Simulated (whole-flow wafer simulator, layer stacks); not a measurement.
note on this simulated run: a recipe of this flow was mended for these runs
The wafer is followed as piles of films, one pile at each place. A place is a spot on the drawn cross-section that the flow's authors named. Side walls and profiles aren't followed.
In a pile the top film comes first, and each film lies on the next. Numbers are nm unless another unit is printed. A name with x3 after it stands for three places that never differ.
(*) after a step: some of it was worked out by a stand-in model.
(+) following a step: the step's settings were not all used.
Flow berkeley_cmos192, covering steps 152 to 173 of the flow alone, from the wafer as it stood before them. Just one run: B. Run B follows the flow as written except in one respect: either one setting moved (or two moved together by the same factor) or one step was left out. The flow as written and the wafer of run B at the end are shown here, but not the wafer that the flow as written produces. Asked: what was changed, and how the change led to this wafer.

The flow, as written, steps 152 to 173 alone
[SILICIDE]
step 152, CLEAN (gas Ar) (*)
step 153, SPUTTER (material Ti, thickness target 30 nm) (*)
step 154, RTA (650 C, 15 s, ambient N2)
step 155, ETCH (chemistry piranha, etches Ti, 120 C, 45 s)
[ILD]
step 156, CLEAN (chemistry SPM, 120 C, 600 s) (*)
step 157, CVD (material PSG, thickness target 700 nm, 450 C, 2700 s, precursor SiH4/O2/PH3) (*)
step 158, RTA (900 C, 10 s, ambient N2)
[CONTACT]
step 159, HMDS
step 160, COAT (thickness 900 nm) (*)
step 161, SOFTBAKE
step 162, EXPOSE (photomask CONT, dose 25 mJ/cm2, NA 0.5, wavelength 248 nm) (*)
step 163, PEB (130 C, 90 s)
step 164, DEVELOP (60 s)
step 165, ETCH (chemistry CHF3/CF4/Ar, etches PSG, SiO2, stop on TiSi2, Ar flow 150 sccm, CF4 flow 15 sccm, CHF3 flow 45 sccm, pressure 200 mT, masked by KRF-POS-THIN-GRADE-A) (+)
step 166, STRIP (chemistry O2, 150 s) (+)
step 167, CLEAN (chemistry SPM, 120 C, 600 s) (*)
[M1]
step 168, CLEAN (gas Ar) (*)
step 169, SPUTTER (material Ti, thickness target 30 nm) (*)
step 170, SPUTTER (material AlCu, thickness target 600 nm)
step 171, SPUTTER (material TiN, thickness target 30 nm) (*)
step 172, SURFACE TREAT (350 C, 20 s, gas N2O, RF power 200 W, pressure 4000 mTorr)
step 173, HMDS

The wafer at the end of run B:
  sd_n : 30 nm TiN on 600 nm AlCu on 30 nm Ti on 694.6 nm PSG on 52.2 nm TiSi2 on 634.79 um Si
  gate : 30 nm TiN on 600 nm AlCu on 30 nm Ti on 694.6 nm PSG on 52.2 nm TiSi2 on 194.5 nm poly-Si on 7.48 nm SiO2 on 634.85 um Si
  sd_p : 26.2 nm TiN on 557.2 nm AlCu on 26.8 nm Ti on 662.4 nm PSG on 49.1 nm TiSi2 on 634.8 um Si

The reason: step 153, SPUTTER: thickness target 28 nm was run, whereas the flow has thickness target 30 nm.

How this came from the change, step by step:
  step 153, SPUTTER (material Ti, thickness target 30 nm) (*)
      field, sd_n, spacer_n, gate, spacer_p, gate_p, contact, m1: Ti gains 28 (new film) (in the flow as written it would be: Ti gains 30 (new film))
      sd_p: Ti gains 26.3 (new film) (in the flow as written it would be: Ti gains 28.2 (new film))
  step 154, RTA (650 C, 15 s, ambient N2)
      sd_p: Ti loses 20.5, TiSi2 C49 gains 52.2 (new film), Si loses 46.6 (in the flow as written it would be: Ti loses 22, TiSi first gains 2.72 (new film), TiSi2 C49 gains 51.9 (new film), Si loses 48.2)
      sd_n, contact, m1: Ti loses 21.8, TiSi first gains 2.3 (new film), TiSi2 C49 gains 52.1 (new film), Si loses 48 (in the flow as written it would be: Ti loses 23.4, TiSi first gains 6.2 (new film), TiSi2 C49 gains 50.3 (new film), Si loses 49)
      (as well as at 2 more places)
  step 155, ETCH (chemistry piranha, etches Ti, 120 C, 45 s)
      field, spacer_n, spacer_p: Ti loses 28 (all of it) (in the flow as written it would be: Ti loses 30 (all of it))
  step 158, RTA (900 C, 10 s, ambient N2)
      sd_p: under 1 film: TiSi2 gains 49.1 (new film), TiSi2 C49 loses 52.1 (all of it) (in the flow as written it would be: under 1 film: TiSi2 gains 52.6 (new film), TiSi first loses 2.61 (all of it), TiSi2 C49 loses 51.9 (all of it), Si loses 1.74)
      sd_n, contact, m1: under 1 film: TiSi2 gains 52.2 (new film), TiSi first loses 2.2 (all of it), TiSi2 C49 loses 52.1 (all of it), Si loses 1.46 (in the flow as written it would be: under 1 film: TiSi2 gains 55.9 (new film), TiSi first loses 6.09 (all of it), TiSi2 C49 loses 50.3 (all of it), Si loses 4.05)
      (as well as at 2 more places)
